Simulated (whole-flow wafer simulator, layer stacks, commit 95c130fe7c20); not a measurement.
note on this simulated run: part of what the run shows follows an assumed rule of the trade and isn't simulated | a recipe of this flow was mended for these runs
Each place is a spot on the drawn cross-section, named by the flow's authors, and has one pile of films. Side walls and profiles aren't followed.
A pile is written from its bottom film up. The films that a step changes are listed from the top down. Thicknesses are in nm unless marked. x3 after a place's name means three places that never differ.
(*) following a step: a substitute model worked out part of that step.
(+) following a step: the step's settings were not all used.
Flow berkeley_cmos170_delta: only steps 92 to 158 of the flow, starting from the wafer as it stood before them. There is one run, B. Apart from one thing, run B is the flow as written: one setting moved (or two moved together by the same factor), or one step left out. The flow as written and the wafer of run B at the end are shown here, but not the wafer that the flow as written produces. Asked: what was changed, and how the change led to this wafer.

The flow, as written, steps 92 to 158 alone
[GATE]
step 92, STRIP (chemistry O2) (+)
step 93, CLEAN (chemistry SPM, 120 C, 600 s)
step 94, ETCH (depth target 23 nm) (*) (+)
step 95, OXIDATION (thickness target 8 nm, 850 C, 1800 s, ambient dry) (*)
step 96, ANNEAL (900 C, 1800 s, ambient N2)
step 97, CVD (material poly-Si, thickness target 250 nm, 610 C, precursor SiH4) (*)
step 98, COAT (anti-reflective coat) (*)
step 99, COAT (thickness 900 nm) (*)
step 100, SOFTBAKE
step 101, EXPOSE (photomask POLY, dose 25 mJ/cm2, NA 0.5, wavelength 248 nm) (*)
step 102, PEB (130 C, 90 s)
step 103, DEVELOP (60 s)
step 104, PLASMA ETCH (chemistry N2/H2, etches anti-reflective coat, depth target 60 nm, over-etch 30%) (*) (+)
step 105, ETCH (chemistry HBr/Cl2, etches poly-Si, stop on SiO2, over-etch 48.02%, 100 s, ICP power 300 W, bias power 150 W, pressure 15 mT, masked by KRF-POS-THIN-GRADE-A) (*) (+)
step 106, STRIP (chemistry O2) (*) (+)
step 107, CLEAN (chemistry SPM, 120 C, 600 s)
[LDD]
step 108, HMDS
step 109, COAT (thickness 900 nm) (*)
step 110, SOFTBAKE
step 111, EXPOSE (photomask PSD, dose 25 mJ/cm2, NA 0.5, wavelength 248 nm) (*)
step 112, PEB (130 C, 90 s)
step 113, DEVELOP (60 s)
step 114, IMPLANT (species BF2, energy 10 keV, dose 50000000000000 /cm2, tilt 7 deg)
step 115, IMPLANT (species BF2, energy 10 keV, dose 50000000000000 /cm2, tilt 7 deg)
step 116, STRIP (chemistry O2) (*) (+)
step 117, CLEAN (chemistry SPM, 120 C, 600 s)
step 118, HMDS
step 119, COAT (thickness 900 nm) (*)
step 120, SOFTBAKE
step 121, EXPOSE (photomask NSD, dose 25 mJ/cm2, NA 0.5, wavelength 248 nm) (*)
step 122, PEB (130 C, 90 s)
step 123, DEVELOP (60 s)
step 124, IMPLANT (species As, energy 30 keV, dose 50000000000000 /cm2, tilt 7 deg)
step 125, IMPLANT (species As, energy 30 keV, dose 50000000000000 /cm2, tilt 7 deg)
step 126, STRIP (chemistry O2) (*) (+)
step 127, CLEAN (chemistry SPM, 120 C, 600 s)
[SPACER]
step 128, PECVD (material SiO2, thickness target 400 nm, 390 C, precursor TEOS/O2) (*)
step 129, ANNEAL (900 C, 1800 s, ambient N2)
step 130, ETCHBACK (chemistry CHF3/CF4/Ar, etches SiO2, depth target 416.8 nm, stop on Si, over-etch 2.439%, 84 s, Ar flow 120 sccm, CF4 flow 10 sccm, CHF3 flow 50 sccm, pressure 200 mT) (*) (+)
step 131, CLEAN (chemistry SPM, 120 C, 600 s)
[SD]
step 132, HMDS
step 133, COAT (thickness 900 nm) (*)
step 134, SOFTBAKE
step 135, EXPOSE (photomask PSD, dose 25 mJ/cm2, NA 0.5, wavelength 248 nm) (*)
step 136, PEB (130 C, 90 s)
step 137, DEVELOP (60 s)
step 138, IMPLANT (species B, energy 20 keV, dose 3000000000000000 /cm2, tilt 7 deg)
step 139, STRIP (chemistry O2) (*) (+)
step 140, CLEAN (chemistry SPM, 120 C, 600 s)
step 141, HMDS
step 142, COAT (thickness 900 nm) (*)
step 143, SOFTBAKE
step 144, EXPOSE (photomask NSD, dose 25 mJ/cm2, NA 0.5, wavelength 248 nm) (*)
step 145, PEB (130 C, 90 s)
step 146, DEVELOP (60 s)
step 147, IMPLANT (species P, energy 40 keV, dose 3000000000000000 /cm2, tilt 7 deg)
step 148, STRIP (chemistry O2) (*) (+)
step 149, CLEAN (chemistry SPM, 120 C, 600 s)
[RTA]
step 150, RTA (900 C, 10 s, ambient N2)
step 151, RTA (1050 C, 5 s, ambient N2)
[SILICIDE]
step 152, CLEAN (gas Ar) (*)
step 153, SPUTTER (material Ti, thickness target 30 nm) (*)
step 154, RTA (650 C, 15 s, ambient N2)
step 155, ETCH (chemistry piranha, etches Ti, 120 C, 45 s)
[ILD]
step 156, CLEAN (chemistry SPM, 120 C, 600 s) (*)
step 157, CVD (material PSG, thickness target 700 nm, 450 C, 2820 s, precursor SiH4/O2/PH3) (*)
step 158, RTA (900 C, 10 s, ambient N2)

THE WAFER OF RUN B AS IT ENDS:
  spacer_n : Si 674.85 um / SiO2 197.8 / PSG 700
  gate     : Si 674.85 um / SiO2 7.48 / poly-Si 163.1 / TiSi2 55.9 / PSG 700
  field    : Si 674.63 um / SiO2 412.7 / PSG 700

The reason: step 97, CVD: thickness target 222 nm was run, while the flow as written has thickness target 250 nm.

How this came from the change, step by step:
  step 97, CVD (material poly-Si, thickness target 250 nm, 610 C, precursor SiH4) (*)
      field, sd_n, spacer_n and 6 more: poly-Si gains 222 (new film) (in the flow as written it would be: poly-Si gains 250 (new film))
  step 105, ETCH (chemistry HBr/Cl2, etches poly-Si, stop on SiO2, over-etch 48.02%, 100 s, ICP power 300 W, bias power 150 W, pressure 15 mT, masked by KRF-POS-THIN-GRADE-A) (*) (+)
      field: poly-Si loses 217.4 (all of it), SiO2 loses 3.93 (in the flow as written it would be: poly-Si loses 245.4 (all of it), SiO2 loses 1.77)
      sd_n: poly-Si loses 220.7 (all of it), SiO2 loses 3.67 (in the flow as written it would be: poly-Si loses 248.7 (all of it), SiO2 loses 1.52)
      (also at 5 further places)
  step 109, COAT (thickness 900 nm) (*)
      gate: KrF-resist gains 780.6 (new film) (in the flow as written it would be: KrF-resist gains 758.7 (new film))
      gate_p: KrF-resist gains 776.4 (new film) (in the flow as written it would be: KrF-resist gains 754.5 (new film))
  step 113, DEVELOP (60 s)
      gate_p: KrF-resist loses 774.7 (all of it) (in the flow as written it would be: KrF-resist loses 752.9 (all of it))
  step 116, STRIP (chemistry O2) (*) (+)
      gate: KrF-resist loses 764 (all of it), chemical SiO2 gains 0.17 (in the flow as written it would be: KrF-resist loses 742.2 (all of it), chemical SiO2 gains 0.17)
  step 119, COAT (thickness 900 nm) (*)
      gate: KrF-resist gains 780.5 (new film) (in the flow as written it would be: KrF-resist gains 758 (new film))
      gate_p: KrF-resist gains 776.2 (new film) (in the flow as written it would be: KrF-resist gains 753.6 (new film))
  step 123, DEVELOP (60 s)
      gate: KrF-resist loses 778.9 (all of it) (in the flow as written it would be: KrF-resist loses 756.3 (all of it))
  step 126, STRIP (chemistry O2) (*) (+)
      gate_p: KrF-resist loses 759.6 (all of it), chemical SiO2 gains 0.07 (in the flow as written it would be: KrF-resist loses 737.1 (all of it), chemical SiO2 gains 0.07)
  step 130, ETCHBACK (chemistry CHF3/CF4/Ar, etches SiO2, depth target 416.8 nm, stop on Si, over-etch 2.439%, 84 s, Ar flow 120 sccm, CF4 flow 10 sccm, CHF3 flow 50 sccm, pressure 200 mT) (*) (+)
      spacer_n, spacer_p: SiO2 loses 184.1 (in the flow as written it would be: SiO2 loses 158.2)
  step 133, COAT (thickness 900 nm) (*)
      spacer_n: KrF-resist gains 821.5 (new film) (in the flow as written it would be: KrF-resist gains 801.4 (new film))
      gate: KrF-resist gains 800.4 (new film) (in the flow as written it would be: KrF-resist gains 780.9 (new film))
      (also at 2 further places)
  step 137, DEVELOP (60 s)
      spacer_p: KrF-resist loses 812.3 (all of it) (in the flow as written it would be: KrF-resist loses 792.3 (all of it))
      gate_p: KrF-resist loses 791.2 (all of it) (in the flow as written it would be: KrF-resist loses 771.7 (all of it))
  step 139, STRIP (chemistry O2) (*) (+)
      spacer_n: KrF-resist loses 804.7 (all of it) (in the flow as written it would be: KrF-resist loses 784.8 (all of it))
      gate: KrF-resist loses 783.7 (all of it), chemical SiO2 gains 0.17, poly-Si loses 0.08 (in the flow as written it would be: KrF-resist loses 764.3 (all of it), chemical SiO2 gains 0.17, poly-Si loses 0.08)
  step 142, COAT (thickness 900 nm) (*)
      spacer_n: KrF-resist gains 821.5 (new film) (in the flow as written it would be: KrF-resist gains 801.5 (new film))
      gate: KrF-resist gains 800.4 (new film) (in the flow as written it would be: KrF-resist gains 780.9 (new film))
      (also at 2 further places)
  step 146, DEVELOP (60 s)
      spacer_n: KrF-resist loses 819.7 (all of it) (in the flow as written it would be: KrF-resist loses 799.8 (all of it))
      gate: KrF-resist loses 798.6 (all of it) (in the flow as written it would be: KrF-resist loses 779.2 (all of it))
  step 148, STRIP (chemistry O2) (*) (+)
      spacer_p: KrF-resist loses 797.5 (all of it) (in the flow as written it would be: KrF-resist loses 777.5 (all of it))
      gate_p: KrF-resist loses 776.1 (all of it), chemical SiO2 gains 0.07 (in the flow as written it would be: KrF-resist loses 756.6 (all of it), chemical SiO2 gains 0.07)
